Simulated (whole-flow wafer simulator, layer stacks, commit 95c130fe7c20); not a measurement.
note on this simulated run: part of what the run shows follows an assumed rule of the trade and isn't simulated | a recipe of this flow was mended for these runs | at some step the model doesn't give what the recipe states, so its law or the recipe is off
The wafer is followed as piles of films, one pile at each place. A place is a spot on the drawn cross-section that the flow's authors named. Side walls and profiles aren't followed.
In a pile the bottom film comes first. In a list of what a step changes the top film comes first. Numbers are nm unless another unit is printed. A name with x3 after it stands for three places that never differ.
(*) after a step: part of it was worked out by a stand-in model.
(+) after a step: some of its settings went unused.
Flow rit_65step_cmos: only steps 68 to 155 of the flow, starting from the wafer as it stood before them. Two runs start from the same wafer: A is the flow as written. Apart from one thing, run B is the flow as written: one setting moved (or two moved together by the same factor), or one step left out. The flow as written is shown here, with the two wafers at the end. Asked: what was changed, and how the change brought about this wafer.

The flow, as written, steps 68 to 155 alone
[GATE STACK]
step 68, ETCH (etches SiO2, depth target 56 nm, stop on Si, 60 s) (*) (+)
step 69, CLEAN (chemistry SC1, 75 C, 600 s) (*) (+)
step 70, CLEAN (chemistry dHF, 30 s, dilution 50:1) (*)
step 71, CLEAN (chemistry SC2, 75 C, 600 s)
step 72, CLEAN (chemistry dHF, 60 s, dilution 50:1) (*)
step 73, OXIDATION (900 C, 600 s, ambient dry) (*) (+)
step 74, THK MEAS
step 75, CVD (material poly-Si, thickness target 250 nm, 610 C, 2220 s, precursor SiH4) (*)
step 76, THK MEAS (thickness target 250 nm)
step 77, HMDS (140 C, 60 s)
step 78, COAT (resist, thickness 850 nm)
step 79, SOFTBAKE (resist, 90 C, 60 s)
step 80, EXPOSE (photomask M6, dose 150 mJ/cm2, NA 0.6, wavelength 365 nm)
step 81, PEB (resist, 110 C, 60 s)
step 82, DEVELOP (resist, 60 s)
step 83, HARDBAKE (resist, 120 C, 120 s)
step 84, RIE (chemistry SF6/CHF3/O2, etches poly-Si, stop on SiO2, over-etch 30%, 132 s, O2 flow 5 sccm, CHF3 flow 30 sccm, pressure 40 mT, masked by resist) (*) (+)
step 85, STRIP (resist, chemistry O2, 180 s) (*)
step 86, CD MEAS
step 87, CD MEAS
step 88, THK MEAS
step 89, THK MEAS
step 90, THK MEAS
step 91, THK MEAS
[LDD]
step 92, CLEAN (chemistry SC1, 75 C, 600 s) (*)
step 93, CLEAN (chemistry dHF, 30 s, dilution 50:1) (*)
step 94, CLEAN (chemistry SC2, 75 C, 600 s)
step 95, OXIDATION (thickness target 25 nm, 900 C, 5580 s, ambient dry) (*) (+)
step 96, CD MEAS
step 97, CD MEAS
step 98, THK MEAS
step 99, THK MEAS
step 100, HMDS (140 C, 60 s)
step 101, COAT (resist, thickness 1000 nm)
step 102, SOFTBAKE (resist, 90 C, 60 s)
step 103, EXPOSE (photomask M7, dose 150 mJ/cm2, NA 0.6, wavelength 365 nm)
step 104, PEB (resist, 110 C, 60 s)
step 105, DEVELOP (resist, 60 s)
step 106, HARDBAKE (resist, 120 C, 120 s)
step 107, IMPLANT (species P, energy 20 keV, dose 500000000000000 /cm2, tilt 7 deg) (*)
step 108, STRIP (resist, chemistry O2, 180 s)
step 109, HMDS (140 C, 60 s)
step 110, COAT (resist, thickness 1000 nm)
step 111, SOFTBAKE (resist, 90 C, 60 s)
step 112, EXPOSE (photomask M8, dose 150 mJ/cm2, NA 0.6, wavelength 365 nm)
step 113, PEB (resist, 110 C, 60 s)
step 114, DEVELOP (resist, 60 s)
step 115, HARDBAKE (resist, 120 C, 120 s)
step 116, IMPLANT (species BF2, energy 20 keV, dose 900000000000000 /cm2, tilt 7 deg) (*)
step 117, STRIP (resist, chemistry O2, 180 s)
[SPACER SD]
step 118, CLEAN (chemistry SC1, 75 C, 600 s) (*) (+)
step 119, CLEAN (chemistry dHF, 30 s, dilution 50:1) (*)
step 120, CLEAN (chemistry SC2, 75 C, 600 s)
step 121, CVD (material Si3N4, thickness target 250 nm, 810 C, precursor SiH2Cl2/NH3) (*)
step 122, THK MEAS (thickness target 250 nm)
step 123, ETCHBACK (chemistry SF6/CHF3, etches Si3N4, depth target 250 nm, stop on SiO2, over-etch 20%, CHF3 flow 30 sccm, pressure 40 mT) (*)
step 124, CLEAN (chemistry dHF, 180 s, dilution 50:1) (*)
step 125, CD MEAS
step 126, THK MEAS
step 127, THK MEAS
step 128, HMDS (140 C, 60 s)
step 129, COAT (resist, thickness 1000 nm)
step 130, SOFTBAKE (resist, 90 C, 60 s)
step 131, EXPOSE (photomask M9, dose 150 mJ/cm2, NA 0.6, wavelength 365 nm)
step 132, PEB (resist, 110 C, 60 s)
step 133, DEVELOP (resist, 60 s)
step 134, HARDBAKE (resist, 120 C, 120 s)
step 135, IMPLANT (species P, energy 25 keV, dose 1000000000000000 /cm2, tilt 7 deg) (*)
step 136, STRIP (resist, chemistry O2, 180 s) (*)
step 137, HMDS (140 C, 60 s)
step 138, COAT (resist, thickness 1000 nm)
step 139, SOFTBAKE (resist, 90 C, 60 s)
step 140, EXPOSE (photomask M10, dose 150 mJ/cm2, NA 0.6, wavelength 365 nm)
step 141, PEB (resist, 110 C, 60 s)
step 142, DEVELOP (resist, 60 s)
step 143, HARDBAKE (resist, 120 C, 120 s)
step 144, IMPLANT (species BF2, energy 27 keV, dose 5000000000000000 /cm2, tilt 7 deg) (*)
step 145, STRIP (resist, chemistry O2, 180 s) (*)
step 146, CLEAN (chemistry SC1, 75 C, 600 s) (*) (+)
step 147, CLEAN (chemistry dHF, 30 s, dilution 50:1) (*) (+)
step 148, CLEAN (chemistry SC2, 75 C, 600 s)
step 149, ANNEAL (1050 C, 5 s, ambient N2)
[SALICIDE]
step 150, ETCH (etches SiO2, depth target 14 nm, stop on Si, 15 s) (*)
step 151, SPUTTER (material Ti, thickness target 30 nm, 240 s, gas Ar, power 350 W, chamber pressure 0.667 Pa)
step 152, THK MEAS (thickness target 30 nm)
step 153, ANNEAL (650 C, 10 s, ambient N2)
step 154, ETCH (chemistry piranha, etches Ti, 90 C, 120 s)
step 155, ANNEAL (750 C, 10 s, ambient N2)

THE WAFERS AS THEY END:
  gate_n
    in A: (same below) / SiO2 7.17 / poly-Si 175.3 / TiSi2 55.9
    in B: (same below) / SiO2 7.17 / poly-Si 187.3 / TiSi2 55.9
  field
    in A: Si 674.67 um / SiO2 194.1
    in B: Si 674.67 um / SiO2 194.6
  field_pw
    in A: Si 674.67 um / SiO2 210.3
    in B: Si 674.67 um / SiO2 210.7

Cause: step 75, CVD: thickness target 262 nm was run, while the flow as written has thickness target 250 nm; step 75, CVD: 2331 s was run, where the flow has 2220 s.

Step by step, how the change led to this:
  step 75, CVD (material poly-Si, thickness target 250 nm, 610 C, 2220 s, precursor SiH4) (*)
      field, field_pw, field_nw and 11 more: A poly-Si gains 250 (new film) | B poly-Si gains 262 (new film)
  step 84, RIE (chemistry SF6/CHF3/O2, etches poly-Si, stop on SiO2, over-etch 30%, 132 s, O2 flow 5 sccm, CHF3 flow 30 sccm, pressure 40 mT, masked by resist) (*) (+)
      field, field_pw, field_nw and 9 more: A poly-Si loses 250 (all of it), SiO2 loses 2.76 | B poly-Si loses 262 (all of it), SiO2 loses 2.32
  step 123, ETCHBACK (chemistry SF6/CHF3, etches Si3N4, depth target 250 nm, stop on SiO2, over-etch 20%, CHF3 flow 30 sccm, pressure 40 mT) (*)
      spacer, spacer_p: A Si3N4 loses 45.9 | B Si3N4 loses 33.9
